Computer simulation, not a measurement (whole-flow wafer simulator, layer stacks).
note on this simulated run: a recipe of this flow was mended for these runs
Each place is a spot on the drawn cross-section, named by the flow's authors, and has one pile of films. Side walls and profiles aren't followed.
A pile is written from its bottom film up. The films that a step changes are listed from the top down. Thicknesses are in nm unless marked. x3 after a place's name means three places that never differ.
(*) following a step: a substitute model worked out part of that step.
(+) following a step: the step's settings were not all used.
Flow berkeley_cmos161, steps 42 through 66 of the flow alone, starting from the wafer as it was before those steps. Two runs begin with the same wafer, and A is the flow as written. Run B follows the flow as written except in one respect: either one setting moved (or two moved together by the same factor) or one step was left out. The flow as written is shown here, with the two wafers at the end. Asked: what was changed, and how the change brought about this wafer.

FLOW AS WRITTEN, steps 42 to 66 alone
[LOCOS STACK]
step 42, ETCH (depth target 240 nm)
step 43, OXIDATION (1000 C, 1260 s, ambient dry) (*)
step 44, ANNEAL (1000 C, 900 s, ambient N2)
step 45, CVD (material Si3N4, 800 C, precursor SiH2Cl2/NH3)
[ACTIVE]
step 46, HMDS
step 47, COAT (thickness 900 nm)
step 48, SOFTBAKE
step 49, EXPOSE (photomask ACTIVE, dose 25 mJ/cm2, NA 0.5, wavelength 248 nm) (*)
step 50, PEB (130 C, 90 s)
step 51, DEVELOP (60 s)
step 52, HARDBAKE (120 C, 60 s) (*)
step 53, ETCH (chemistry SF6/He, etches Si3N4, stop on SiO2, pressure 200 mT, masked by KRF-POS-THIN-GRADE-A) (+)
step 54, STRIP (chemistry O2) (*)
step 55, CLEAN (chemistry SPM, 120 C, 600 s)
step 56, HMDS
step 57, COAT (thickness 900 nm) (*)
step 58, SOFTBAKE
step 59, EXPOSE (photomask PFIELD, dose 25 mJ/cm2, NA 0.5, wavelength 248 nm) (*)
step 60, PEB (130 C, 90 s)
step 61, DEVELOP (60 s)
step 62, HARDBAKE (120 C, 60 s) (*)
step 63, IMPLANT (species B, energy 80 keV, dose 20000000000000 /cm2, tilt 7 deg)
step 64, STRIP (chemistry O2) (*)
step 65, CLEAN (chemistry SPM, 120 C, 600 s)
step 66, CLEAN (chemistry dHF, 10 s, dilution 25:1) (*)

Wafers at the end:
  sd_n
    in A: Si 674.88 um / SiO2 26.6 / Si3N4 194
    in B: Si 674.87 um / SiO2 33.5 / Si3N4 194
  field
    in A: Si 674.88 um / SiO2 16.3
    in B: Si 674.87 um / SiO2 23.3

Cause: step 43, OXIDATION: 1027 C was run, whereas the flow has 1000 C.

How this came from the change, step by step:
  step 43, OXIDATION (1000 C, 1260 s, ambient dry) (*)
      field, sd_n, spacer_n and 6 more: A SiO2 gains 26.6 (new film), Si loses 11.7 | B SiO2 gains 33.5 (new film), Si loses 14.8
